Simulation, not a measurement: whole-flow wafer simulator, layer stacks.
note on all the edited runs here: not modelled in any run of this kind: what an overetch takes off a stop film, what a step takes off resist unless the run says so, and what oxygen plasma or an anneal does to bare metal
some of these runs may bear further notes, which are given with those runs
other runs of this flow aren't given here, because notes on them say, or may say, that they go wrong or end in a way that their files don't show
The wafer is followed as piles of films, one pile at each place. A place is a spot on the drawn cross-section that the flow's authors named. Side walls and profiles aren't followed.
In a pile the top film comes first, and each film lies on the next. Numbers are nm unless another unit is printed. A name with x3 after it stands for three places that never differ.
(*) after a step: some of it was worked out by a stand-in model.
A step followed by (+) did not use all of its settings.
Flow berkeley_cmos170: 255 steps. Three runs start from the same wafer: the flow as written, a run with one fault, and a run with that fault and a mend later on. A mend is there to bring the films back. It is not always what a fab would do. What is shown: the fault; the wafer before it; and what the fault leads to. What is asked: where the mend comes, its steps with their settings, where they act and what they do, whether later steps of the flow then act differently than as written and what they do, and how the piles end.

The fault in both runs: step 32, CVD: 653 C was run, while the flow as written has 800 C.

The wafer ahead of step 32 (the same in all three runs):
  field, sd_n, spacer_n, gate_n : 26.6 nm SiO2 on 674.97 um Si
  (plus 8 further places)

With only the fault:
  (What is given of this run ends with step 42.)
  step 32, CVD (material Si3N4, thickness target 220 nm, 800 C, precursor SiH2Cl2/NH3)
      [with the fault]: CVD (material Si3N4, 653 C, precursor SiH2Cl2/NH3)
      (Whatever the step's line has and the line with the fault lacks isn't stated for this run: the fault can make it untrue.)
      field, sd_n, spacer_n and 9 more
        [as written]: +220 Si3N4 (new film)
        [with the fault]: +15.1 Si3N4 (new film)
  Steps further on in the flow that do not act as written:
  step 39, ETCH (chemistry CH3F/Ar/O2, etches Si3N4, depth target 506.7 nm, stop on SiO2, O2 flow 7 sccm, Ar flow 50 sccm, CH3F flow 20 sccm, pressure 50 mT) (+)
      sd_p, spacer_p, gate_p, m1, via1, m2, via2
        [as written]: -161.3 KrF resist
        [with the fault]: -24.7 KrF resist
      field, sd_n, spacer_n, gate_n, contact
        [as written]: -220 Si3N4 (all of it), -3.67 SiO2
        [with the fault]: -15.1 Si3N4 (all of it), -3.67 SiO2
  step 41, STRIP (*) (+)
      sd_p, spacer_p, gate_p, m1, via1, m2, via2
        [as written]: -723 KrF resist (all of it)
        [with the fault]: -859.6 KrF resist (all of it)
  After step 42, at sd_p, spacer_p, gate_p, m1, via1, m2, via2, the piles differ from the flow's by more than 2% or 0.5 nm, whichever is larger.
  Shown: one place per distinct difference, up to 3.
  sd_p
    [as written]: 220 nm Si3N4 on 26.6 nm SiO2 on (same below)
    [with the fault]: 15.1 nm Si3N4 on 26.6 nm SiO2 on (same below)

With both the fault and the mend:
  After step 32 comes the mend.
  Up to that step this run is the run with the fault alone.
  step 32a, CVD (material Si3N4, thickness target 205 nm, 800 C, precursor SiH2Cl2/NH3) (the flow's step 32 again, with other settings)
      field, sd_n, spacer_n and 9 more
        +205 Si3N4
  Later steps of the flow that are run all act as written at every place that is followed, up to a difference of at most 2% or 0.5 nm, whichever is larger.
  At every place that both follow, the piles at the end match the flow's.
